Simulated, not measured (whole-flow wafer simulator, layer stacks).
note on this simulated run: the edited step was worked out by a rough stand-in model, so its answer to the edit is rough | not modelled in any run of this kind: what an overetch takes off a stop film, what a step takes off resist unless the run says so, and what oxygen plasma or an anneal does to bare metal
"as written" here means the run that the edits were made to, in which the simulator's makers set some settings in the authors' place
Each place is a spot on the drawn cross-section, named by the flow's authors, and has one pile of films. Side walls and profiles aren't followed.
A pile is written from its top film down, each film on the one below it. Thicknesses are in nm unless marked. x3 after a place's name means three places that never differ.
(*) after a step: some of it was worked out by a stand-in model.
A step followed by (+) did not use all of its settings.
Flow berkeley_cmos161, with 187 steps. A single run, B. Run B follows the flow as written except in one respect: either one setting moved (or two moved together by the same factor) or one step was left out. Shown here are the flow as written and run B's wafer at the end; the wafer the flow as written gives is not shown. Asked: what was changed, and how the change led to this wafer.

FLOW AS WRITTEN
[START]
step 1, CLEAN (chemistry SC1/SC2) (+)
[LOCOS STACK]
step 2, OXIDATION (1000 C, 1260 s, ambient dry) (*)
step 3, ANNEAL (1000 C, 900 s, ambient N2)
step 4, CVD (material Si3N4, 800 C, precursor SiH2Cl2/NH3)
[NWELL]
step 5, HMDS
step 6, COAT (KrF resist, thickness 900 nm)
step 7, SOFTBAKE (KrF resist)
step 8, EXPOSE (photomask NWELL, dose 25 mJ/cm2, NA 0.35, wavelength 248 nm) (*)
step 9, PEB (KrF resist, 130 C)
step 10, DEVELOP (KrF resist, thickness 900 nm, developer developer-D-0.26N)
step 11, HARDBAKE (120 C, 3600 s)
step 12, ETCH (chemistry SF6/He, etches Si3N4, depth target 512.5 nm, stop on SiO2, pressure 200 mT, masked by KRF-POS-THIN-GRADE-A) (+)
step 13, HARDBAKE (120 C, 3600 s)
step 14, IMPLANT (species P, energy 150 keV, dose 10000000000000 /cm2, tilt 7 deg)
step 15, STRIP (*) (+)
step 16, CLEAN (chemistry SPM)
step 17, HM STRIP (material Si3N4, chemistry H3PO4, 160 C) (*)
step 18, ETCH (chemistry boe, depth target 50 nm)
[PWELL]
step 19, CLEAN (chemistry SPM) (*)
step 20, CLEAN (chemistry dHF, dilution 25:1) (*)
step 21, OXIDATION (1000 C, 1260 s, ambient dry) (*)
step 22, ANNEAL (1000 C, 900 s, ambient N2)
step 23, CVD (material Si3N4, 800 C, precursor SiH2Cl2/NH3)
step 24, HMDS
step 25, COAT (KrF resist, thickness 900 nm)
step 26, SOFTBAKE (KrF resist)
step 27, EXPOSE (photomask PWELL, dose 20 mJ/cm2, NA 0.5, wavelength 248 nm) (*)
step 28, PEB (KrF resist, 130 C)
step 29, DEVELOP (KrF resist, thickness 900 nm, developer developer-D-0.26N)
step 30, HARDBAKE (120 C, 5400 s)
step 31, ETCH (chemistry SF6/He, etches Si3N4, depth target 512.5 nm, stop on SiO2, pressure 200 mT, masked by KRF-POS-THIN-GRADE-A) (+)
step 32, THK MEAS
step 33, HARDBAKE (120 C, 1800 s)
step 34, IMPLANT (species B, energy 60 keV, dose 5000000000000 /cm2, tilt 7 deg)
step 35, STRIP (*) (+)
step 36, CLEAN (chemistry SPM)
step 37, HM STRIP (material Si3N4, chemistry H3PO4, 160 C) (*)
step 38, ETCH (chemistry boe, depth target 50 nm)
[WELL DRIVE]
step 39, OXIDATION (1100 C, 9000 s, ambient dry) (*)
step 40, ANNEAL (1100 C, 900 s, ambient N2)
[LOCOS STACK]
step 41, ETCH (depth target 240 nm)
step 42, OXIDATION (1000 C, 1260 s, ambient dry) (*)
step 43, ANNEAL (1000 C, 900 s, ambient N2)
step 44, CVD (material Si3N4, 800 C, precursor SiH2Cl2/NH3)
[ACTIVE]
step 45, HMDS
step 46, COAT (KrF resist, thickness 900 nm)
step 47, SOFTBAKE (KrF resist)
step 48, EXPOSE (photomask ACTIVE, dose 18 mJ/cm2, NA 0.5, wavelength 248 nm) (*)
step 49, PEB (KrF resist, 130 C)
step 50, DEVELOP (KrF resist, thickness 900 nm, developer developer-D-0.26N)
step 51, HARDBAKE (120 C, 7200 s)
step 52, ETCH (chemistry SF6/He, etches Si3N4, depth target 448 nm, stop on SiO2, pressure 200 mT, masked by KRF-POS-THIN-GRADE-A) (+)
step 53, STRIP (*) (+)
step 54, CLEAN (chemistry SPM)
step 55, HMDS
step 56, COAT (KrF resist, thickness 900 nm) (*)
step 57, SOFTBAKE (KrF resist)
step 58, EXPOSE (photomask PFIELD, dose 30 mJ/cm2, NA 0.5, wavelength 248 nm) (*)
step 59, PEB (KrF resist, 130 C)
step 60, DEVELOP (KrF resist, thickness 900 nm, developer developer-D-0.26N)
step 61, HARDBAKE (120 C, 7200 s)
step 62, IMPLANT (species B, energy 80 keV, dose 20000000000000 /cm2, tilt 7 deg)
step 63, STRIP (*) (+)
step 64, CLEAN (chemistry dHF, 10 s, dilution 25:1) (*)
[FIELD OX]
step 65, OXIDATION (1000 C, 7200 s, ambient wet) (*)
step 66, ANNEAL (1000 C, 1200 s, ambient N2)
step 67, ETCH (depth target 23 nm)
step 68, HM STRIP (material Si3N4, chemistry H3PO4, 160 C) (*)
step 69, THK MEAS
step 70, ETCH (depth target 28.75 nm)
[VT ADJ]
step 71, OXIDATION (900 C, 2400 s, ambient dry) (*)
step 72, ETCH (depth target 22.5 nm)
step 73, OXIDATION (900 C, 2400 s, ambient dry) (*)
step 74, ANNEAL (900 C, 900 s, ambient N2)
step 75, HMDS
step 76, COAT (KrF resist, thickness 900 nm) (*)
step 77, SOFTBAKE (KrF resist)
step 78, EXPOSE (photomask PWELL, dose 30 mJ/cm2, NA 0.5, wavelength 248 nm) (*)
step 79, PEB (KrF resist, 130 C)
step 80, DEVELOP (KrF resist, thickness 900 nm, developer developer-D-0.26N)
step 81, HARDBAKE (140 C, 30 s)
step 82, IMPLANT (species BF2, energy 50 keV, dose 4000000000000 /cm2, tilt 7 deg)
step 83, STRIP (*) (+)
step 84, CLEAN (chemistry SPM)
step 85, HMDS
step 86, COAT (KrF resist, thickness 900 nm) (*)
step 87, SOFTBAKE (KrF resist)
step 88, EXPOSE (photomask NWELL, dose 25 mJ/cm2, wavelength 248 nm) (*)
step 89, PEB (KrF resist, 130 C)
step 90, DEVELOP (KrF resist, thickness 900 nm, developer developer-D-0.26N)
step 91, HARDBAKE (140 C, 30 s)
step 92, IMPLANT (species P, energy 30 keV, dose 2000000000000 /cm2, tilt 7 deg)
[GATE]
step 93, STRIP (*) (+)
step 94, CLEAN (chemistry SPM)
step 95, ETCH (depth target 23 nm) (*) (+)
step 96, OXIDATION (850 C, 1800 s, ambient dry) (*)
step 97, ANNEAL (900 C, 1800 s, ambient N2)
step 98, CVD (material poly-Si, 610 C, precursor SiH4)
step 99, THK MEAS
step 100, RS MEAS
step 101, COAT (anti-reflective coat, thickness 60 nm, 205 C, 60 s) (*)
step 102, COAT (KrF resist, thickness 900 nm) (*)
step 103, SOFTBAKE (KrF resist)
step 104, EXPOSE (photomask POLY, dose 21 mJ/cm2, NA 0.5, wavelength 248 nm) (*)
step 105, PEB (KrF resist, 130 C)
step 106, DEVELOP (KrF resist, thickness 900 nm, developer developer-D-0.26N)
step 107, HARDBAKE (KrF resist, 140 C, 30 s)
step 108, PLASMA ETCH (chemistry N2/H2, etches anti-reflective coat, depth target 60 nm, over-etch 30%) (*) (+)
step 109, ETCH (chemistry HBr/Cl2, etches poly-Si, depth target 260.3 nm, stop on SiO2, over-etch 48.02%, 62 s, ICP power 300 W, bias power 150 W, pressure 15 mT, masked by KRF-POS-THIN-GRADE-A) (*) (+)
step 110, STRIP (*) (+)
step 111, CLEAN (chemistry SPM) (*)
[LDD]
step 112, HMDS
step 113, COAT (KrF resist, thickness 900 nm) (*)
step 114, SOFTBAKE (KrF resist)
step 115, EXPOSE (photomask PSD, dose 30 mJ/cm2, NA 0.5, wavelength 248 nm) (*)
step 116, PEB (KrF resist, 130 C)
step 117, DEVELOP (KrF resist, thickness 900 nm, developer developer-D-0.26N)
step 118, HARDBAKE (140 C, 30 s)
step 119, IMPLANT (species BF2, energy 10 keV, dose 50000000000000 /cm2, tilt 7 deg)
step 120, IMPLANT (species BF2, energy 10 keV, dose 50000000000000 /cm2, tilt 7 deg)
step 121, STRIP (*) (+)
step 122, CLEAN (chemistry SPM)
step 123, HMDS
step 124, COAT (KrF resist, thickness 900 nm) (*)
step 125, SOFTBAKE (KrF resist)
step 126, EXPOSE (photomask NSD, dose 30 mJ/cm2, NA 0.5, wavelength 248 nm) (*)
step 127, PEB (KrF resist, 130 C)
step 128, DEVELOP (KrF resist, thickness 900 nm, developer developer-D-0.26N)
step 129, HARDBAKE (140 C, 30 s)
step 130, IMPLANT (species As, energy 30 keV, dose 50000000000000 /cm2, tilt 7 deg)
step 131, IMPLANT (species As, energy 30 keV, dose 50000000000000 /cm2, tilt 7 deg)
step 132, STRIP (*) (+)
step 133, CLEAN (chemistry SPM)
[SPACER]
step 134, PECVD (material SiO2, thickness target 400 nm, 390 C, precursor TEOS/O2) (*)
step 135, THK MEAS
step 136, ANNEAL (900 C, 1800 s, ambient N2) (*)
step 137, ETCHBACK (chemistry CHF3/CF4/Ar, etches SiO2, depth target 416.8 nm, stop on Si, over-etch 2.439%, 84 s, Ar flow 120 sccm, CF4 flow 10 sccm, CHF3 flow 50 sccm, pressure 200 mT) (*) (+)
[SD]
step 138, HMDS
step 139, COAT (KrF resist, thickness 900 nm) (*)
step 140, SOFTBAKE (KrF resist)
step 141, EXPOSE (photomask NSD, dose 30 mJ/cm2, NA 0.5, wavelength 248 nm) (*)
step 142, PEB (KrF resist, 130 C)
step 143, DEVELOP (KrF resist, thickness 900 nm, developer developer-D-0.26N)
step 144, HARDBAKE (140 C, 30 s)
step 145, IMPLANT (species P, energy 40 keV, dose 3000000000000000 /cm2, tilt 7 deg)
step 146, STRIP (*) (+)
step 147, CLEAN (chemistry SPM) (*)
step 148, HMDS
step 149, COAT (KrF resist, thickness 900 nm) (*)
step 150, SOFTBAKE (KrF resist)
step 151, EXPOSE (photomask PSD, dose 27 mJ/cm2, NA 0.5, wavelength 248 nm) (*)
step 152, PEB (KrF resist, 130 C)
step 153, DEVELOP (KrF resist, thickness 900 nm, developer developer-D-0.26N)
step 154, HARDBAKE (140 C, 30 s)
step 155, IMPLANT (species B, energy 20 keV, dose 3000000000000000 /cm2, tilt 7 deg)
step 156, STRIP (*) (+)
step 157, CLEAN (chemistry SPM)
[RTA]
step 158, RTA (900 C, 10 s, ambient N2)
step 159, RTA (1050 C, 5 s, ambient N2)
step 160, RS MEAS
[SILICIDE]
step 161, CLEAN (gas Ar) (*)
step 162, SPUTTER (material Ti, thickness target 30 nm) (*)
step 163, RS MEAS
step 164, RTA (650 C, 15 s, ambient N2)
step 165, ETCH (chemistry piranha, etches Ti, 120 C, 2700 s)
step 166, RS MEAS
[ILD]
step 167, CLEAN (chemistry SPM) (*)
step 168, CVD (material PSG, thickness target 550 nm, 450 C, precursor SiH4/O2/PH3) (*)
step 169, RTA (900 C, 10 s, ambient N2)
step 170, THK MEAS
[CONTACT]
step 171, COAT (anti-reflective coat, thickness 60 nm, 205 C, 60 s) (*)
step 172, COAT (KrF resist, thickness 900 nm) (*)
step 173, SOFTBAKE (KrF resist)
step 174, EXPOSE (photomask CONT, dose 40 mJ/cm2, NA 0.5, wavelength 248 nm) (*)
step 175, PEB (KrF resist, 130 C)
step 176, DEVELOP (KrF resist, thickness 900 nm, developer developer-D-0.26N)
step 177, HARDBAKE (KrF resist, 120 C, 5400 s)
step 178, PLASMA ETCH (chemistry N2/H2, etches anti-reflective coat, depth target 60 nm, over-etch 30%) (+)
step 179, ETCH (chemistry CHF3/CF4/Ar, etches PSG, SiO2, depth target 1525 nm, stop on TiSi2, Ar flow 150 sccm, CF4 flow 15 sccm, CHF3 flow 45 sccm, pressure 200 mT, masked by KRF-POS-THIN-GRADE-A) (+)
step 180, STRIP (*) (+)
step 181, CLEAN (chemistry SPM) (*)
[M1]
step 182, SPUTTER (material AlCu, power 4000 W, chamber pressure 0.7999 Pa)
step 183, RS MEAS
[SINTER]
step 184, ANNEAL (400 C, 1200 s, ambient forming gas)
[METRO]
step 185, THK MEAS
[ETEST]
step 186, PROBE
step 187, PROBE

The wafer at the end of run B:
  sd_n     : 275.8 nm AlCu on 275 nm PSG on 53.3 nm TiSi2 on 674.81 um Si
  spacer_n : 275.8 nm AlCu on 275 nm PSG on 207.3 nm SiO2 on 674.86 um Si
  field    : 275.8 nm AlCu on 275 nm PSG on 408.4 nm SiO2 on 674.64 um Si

Cause: step 168, CVD: thickness target 275 nm was run, while the flow as written has thickness target 550 nm.
One can read it off the wafer: sd_n has PSG 275, and step 168 as written asks for 550 nm.

How this came from the change, step by step:
  step 168, CVD (material PSG, thickness target 550 nm, 450 C, precursor SiH4/O2/PH3) (*)
      field, sd_n, spacer_n, gate_n, spacer_p, gate_p, contact, m1: +275 PSG (new film) (in the flow as written it would be: +550 PSG (new film))
      sd_p: +262.9 PSG (new film) (in the flow as written it would be: +521.9 PSG (new film))
  step 171, COAT (anti-reflective coat, thickness 60 nm, 205 C, 60 s) (*)
      field: +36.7 anti-reflective coat (new film) (in the flow as written it would be: +38.5 anti-reflective coat (new film))
      sd_n: +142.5 anti-reflective coat (new film) (in the flow as written it would be: +149.7 anti-reflective coat (new film))
      (as well as at 6 more places)
  step 178, PLASMA ETCH (chemistry N2/H2, etches anti-reflective coat, depth target 60 nm, over-etch 30%) (+)
      field, sd_n, spacer_n, gate_n, sd_p, spacer_p, gate_p, m1: -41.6 KrF resist (in the flow as written it would be: -44.3 KrF resist)
      contact: -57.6 anti-reflective coat (all of it), -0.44 PSG (in the flow as written it would be: -61.4 anti-reflective coat (all of it), -0.47 PSG)
  step 179, ETCH (chemistry CHF3/CF4/Ar, etches PSG, SiO2, depth target 1525 nm, stop on TiSi2, Ar flow 150 sccm, CF4 flow 15 sccm, CHF3 flow 45 sccm, pressure 200 mT, masked by KRF-POS-THIN-GRADE-A) (+)
      field, sd_n, spacer_n, gate_n, sd_p, spacer_p, gate_p, m1: -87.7 KrF resist (in the flow as written it would be: -156.4 KrF resist)
      contact: -274.6 PSG (all of it), -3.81 TiSi2 (in the flow as written it would be: -549.5 PSG (all of it), -3.81 TiSi2)
  step 180, STRIP (*) (+)
      field: -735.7 KrF resist (all of it), -36.7 anti-reflective coat (all of it) (in the flow as written it would be: -665.1 KrF resist (all of it), -38.5 anti-reflective coat (all of it))
      sd_n: -769.1 KrF resist (all of it), -142.5 anti-reflective coat (all of it) (in the flow as written it would be: -692.5 KrF resist (all of it), -149.7 anti-reflective coat (all of it))
      (as well as at 6 more places)
  step 182, SPUTTER (material AlCu, power 4000 W, chamber pressure 0.7999 Pa)
      contact: +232 AlCu (new film) (in the flow as written it would be: +192.2 AlCu (new film))
